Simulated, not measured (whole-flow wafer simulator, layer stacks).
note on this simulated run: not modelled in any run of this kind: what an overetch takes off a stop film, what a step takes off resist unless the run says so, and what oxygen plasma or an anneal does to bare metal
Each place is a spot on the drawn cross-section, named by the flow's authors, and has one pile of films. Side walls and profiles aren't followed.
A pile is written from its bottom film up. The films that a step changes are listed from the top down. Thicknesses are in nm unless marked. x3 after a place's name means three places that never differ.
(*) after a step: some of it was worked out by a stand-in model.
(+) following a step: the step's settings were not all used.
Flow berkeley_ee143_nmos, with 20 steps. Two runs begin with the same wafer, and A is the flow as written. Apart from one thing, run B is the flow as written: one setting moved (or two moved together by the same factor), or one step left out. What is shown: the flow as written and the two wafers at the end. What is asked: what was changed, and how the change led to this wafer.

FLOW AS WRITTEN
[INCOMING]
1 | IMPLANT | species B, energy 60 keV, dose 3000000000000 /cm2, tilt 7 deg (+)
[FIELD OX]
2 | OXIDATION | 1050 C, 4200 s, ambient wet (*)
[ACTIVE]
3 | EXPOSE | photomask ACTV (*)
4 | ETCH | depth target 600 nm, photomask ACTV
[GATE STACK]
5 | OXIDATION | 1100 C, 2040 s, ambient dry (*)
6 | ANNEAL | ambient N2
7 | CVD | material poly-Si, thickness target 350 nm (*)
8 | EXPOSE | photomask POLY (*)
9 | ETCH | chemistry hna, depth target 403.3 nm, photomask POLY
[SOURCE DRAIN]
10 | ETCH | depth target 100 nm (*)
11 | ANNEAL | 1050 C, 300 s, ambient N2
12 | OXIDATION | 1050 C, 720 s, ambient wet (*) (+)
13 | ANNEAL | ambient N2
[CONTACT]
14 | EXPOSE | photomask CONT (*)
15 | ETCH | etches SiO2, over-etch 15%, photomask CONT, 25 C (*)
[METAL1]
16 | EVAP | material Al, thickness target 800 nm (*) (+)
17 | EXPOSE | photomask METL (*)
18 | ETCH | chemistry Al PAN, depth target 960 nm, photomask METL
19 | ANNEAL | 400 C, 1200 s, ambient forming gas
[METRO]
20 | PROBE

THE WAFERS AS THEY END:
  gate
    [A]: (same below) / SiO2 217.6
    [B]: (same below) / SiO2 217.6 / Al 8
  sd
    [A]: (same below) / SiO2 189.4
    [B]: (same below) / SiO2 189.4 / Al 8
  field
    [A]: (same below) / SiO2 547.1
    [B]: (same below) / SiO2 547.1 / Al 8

Cause: step 18, ETCH: depth target 792 nm was run, while the flow as written has depth target 960 nm.

Step by step, how the change led to this:
  18 | ETCH | chemistry Al PAN, depth target 960 nm, photomask METL
      gate, sd, field: A -800 Al (all of it) | B -792 Al
If metal films that touch count as one body, gate has 1 body; the flow as written gives 0 bodies.
If metal films that touch count as one body, sd has 1 body; the flow as written gives 0 bodies.
If metal films that touch count as one body, field has 1 body; the flow as written gives 0 bodies.
